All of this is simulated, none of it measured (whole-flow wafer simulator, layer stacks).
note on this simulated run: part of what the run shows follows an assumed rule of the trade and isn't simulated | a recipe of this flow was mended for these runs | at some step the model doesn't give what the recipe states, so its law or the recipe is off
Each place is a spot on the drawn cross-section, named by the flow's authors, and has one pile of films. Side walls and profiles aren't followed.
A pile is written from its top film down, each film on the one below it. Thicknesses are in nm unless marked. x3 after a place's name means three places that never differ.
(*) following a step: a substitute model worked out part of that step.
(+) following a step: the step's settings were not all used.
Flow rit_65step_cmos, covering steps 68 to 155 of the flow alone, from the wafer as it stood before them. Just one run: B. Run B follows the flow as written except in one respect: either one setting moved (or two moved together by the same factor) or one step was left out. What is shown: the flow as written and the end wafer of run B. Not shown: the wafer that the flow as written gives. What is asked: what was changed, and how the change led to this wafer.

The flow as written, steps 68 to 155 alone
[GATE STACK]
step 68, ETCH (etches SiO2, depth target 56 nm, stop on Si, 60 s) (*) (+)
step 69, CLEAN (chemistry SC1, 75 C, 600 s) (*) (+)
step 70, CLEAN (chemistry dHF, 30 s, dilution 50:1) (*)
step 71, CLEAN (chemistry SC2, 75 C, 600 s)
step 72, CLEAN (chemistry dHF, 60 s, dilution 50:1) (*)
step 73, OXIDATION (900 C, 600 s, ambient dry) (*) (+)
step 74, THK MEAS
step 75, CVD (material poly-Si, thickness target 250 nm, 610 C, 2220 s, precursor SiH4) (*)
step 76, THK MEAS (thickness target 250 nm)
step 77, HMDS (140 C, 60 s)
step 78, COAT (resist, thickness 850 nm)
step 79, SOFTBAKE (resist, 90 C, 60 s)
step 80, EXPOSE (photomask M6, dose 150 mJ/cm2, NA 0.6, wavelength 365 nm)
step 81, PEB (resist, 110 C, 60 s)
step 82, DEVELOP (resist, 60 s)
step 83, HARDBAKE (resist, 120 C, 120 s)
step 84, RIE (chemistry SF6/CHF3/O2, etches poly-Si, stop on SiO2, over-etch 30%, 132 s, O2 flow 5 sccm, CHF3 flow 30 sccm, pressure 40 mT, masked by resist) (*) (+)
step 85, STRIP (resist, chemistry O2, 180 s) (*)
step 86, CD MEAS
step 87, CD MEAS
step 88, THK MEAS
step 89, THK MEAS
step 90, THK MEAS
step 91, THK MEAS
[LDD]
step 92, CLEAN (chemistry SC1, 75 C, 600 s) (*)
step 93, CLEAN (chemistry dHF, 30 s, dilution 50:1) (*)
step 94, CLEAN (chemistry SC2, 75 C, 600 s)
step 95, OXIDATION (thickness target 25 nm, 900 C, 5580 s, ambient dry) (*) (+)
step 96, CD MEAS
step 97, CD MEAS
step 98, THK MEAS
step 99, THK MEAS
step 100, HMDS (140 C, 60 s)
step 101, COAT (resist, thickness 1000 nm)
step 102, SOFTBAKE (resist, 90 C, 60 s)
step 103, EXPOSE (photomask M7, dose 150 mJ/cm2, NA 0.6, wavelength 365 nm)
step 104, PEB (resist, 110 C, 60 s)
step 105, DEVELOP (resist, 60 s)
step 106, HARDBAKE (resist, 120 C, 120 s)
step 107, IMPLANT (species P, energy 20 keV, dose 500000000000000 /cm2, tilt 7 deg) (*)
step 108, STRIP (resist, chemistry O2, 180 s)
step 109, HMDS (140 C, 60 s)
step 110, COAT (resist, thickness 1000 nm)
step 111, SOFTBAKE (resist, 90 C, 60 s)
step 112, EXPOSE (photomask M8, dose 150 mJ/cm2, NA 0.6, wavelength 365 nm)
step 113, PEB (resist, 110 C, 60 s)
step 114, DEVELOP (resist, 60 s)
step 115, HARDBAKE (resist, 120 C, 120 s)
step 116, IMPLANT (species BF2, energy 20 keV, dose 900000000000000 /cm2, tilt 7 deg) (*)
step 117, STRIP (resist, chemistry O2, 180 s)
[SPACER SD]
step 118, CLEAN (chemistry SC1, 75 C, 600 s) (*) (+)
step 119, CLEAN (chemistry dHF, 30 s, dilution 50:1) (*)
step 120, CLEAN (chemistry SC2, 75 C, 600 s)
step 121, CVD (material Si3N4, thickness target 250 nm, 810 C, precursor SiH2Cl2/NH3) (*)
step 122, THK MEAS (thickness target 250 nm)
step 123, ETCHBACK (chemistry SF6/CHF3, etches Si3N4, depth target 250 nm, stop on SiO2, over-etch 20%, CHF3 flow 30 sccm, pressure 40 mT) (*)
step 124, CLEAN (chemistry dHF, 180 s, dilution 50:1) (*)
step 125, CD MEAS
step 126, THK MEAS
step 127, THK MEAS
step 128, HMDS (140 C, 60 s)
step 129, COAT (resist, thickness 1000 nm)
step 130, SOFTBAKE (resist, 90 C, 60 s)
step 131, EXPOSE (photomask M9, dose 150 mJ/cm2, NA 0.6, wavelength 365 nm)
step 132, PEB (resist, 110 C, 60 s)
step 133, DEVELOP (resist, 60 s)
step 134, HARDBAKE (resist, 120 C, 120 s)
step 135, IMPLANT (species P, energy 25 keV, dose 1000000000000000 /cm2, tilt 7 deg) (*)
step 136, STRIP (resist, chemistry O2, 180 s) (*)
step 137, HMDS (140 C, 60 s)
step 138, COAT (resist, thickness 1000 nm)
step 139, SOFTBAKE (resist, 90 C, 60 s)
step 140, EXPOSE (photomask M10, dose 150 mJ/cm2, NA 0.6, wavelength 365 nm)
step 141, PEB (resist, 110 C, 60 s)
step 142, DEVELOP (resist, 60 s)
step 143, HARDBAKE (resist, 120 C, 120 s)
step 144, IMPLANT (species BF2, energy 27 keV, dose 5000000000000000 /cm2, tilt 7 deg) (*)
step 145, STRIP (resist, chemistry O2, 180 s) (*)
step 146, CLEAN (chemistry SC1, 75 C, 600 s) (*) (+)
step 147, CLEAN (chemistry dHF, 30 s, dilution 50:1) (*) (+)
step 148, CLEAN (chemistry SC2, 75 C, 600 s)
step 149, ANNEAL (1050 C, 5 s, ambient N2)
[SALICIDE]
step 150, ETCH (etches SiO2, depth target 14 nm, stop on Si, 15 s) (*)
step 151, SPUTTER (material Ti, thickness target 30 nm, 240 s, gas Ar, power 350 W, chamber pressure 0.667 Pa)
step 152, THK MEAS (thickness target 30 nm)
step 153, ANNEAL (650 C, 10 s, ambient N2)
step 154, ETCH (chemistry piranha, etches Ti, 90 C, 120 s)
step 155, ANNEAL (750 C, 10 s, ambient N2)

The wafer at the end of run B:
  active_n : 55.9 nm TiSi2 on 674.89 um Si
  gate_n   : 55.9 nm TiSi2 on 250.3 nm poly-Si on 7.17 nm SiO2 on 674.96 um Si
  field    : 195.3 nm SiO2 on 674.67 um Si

Cause: step 75, CVD: thickness target 325 nm was run, whereas the flow has thickness target 250 nm; step 75, CVD: 2886 s was run, where the flow has 2220 s.

How this came from the change, step by step:
  step 75, CVD (material poly-Si, thickness target 250 nm, 610 C, 2220 s, precursor SiH4) (*)
      field, field_pw, field_nw and 11 more: +325 poly-Si (new film) (it would be, as written: +250 poly-Si (new film))
  step 84, RIE (chemistry SF6/CHF3/O2, etches poly-Si, stop on SiO2, over-etch 30%, 132 s, O2 flow 5 sccm, CHF3 flow 30 sccm, pressure 40 mT, masked by resist) (*) (+)
      field, field_pw, field_nw and 9 more: -325 poly-Si (all of it), -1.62 SiO2 (it would be, as written: -250 poly-Si (all of it), -2.76 SiO2)
  step 93, CLEAN (chemistry dHF, 30 s, dilution 50:1) (*)
      active_n, active_p, spacer, spacer_p, sd_n, sd_p, contact, m1: -2.78 SiO2 (it would be, as written: -2.36 SiO2 (all of it))
  step 95, OXIDATION (thickness target 25 nm, 900 C, 5580 s, ambient dry) (*) (+)
      active_n, active_p, spacer, spacer_p, sd_n, sd_p, contact, m1: +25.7 SiO2, -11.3 Si (it would be, as written: +26.5 SiO2 (new film), -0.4 chemical SiO2 (all of it), -11.5 Si)
  step 101, COAT (resist, thickness 1000 nm)
      gate_n, gate_p: +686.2 resist (new film) (it would be, as written: +754.9 resist (new film))
  step 104, PEB (resist, 110 C, 60 s)
      gate_n, gate_p: -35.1 resist (it would be, as written: -38.8 resist)
  step 105, DEVELOP (resist, 60 s)
      gate_n: -651 resist (all of it) (it would be, as written: -716.2 resist (all of it))
  step 106, HARDBAKE (resist, 120 C, 120 s)
      gate_p: -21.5 resist (it would be, as written: -23.9 resist)
  step 108, STRIP (resist, chemistry O2, 180 s)
      gate_p: -629.5 resist (all of it) (it would be, as written: -692.2 resist (all of it))
  step 110, COAT (resist, thickness 1000 nm)
      gate_n, gate_p: +686.2 resist (new film) (it would be, as written: +754.9 resist (new film))
  step 113, PEB (resist, 110 C, 60 s)
      gate_n, gate_p: -35.1 resist (it would be, as written: -38.8 resist)
  step 114, DEVELOP (resist, 60 s)
      gate_p: -651 resist (all of it) (it would be, as written: -716.1 resist (all of it))
  step 115, HARDBAKE (resist, 120 C, 120 s)
      gate_n: -21.5 resist (it would be, as written: -23.9 resist)
  step 117, STRIP (resist, chemistry O2, 180 s)
      gate_n: -629.5 resist (all of it) (it would be, as written: -692.2 resist (all of it))
  step 129, COAT (resist, thickness 1000 nm)
      gate_n: +718.8 resist (new film) (it would be, as written: +779.6 resist (new film))
      gate_p: +718.7 resist (new film) (it would be, as written: +779.5 resist (new film))
      (and at 2 other places as well)
  step 132, PEB (resist, 110 C, 60 s)
      gate_n, gate_p: -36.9 resist (it would be, as written: -40.1 resist)
      spacer, spacer_p: -38.6 resist (it would be, as written: -41.9 resist)
  ... 7 further steps ...
  step 145, STRIP (resist, chemistry O2, 180 s) (*)
      gate_n: -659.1 resist (all of it), +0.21 chemical SiO2, -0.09 poly-Si (it would be, as written: -714.5 resist (all of it), +0.21 chemical SiO2, -0.09 poly-Si)
      spacer: -690 resist (all of it) (it would be, as written: -746 resist (all of it))
